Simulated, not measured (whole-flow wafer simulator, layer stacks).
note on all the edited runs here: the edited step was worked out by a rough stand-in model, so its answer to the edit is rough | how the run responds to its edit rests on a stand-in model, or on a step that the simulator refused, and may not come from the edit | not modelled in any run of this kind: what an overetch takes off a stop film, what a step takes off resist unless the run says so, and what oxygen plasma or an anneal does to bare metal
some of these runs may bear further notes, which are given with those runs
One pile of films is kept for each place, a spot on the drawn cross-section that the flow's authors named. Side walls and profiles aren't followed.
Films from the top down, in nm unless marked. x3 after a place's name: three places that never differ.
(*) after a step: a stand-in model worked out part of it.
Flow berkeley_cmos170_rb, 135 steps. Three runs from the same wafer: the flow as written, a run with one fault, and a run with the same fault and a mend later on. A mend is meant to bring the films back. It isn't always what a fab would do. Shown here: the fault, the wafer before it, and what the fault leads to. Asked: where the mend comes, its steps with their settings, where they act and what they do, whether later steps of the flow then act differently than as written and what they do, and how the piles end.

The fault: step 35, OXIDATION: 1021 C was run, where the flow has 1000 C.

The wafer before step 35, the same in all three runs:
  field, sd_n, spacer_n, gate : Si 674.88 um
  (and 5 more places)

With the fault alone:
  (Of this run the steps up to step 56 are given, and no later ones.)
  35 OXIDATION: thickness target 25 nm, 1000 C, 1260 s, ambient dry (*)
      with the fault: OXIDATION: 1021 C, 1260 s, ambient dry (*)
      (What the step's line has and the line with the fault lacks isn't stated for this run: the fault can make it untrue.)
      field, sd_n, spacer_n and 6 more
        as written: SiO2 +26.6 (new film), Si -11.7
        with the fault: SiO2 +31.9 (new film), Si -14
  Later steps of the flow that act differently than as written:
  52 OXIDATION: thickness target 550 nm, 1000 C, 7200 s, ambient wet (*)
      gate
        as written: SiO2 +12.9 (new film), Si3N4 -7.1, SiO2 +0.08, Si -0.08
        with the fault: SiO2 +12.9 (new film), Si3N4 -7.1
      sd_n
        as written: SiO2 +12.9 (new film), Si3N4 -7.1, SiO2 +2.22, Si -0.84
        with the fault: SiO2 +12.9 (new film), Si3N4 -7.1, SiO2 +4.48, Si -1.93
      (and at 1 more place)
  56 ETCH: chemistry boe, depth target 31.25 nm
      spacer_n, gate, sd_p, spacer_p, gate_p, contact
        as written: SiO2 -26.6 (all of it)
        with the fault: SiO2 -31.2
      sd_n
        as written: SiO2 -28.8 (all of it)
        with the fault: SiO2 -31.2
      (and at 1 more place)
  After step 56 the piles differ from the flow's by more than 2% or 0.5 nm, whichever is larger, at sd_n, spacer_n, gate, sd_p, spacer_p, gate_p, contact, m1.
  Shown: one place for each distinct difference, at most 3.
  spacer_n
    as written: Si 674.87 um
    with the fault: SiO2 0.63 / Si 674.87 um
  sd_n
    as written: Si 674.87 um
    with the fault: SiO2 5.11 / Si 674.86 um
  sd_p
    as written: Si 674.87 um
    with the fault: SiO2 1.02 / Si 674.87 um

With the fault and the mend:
  The mend comes after step 36.
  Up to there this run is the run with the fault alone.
  36a WET ETCH: chemistry hf, depth target 5.329 nm
      field, sd_n, spacer_n and 6 more
        SiO2 -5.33
  No later step of the flow acts differently than as written, at any place that is followed, by more than 2% or 0.5 nm, whichever is larger.
  At the end the piles differ from the flow's only slightly at the places that both follow, by at most 2% or 0.5 nm, whichever is larger.
